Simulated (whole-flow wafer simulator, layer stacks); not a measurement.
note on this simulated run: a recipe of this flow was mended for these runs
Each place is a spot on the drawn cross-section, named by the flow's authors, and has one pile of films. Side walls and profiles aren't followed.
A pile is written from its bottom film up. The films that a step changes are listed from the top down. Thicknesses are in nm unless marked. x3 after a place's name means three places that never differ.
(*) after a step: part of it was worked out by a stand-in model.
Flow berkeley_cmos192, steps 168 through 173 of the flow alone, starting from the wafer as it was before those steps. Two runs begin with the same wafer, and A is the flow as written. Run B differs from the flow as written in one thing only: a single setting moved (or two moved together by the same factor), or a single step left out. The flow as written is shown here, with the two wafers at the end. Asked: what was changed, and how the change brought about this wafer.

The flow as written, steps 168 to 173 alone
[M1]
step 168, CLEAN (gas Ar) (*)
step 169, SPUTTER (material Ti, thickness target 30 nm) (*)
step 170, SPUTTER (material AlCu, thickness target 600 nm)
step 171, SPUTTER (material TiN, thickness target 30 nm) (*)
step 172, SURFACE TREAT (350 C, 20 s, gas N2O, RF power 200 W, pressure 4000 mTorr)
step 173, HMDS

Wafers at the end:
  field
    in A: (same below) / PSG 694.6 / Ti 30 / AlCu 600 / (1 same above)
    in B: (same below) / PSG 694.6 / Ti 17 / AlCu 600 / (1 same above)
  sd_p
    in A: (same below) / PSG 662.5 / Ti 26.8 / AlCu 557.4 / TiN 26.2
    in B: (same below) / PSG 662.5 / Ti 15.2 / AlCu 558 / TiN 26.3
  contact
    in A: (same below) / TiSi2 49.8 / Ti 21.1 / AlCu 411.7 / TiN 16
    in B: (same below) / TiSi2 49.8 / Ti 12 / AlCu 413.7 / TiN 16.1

What caused this: step 169, SPUTTER: thickness target 17 nm was run, though the flow has thickness target 30 nm.
The wafer itself shows it: field has Ti 17, and step 169 as written asks for 30 nm.

Step by step, how the change led to this:
  step 169, SPUTTER (material Ti, thickness target 30 nm) (*)
      field, sd_n, spacer_n, gate, spacer_p, gate_p, m1: A +30 Ti (new film) | B +17 Ti (new film)
      sd_p: A +26.8 Ti (new film) | B +15.2 Ti (new film)
      (as well as at 1 more place)
